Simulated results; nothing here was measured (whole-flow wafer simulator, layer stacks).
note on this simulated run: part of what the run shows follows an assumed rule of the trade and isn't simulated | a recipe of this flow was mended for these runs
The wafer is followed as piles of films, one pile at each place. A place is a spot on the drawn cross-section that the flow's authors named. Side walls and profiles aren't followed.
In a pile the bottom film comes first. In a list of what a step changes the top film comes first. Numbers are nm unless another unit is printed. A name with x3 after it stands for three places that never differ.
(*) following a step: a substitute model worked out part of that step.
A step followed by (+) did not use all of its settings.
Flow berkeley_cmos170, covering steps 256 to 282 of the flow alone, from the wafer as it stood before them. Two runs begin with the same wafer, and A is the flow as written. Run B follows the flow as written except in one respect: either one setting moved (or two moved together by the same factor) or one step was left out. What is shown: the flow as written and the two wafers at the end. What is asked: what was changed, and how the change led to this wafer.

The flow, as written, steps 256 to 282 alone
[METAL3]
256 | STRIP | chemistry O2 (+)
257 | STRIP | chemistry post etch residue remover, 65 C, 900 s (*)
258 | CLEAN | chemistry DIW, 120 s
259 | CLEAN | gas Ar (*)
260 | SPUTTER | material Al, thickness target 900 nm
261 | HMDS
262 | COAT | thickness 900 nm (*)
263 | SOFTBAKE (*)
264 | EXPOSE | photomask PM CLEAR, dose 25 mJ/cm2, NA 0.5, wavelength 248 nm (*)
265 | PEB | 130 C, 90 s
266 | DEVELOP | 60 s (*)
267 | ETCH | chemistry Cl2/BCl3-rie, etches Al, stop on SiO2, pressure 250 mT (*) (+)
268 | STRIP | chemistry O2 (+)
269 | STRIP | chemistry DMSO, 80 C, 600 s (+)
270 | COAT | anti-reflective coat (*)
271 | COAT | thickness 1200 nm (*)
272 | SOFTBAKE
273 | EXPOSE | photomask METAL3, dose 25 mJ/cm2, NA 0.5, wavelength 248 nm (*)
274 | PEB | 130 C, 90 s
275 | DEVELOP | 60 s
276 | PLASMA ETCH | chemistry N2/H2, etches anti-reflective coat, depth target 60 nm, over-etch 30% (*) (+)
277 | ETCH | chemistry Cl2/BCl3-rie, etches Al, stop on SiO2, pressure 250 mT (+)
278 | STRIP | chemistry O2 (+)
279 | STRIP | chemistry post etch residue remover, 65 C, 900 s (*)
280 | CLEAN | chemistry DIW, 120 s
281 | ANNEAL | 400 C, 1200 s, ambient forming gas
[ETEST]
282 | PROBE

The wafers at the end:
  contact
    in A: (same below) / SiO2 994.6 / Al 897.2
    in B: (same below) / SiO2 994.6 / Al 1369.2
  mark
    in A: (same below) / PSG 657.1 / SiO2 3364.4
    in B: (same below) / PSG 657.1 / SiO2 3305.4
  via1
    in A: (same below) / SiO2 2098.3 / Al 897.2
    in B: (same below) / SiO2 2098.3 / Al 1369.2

The reason: step 260, SPUTTER: thickness target 1372 nm was run, whereas the flow has thickness target 900 nm.

How this came from the change, step by step:
  260 | SPUTTER | material Al, thickness target 900 nm
      field, mark, sd_n and 9 more: A +900 Al (new film) | B +1372 Al (new film)
      via2: A +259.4 Al | B +307.7 Al
  262 | COAT | thickness 900 nm (*)
      via2: A +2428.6 KrF-resist (new film) | B +2832.3 KrF-resist (new film)
  265 | PEB | 130 C, 90 s
      via2: A -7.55 KrF-resist | B -10.5 KrF-resist
  267 | ETCH | chemistry Cl2/BCl3-rie, etches Al, stop on SiO2, pressure 250 mT (*) (+)
      field, sd_n, spacer_n and 9 more: A -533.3 KrF-resist | B -769.3 KrF-resist
      mark: A -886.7 Al (all of it), -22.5 SiO2 | B -1358.7 Al (all of it), -22.5 SiO2
  268 | STRIP | chemistry O2 (+)
      field, spacer_n, gate_n: A -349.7 KrF-resist (all of it) | B -113.7 KrF-resist (all of it)
      spacer_p, gate_p: A -349.6 KrF-resist (all of it) | B -113.5 KrF-resist (all of it)
      (also at 7 further places)
  270 | COAT | anti-reflective coat (*)
      via2: A +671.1 anti-reflective coat (new film) | B +869.1 anti-reflective coat (new film)
  271 | COAT | thickness 1200 nm (*)
      m1: A +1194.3 KrF-resist (new film) | B +1167.6 KrF-resist (new film)
      m2: A +1207.4 KrF-resist (new film) | B +1169.5 KrF-resist (new film)
      (also at 1 further place)
  274 | PEB | 130 C, 90 s
      via2: A -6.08 KrF-resist | B -7.24 KrF-resist
  277 | ETCH | chemistry Cl2/BCl3-rie, etches Al, stop on SiO2, pressure 250 mT (+)
      field, sd_n, spacer_n, gate_n, sd_p, spacer_p, gate_p: A -900 Al (all of it), -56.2 SiO2 | B -1372 Al (all of it), -56.2 SiO2
      contact, m1, via1, m2, via2: A -675 KrF-resist | B -911 KrF-resist
      (also at 1 further place)
  278 | STRIP | chemistry O2 (+)
      contact: A -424 KrF-resist (all of it), -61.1 anti-reflective coat (all of it) | B -186.6 KrF-resist (all of it), -61 anti-reflective coat (all of it)
      m1: A -423.6 KrF-resist (all of it), -40.9 anti-reflective coat (all of it) | B -160.9 KrF-resist (all of it), -41 anti-reflective coat (all of it)
      (also at 3 further places)
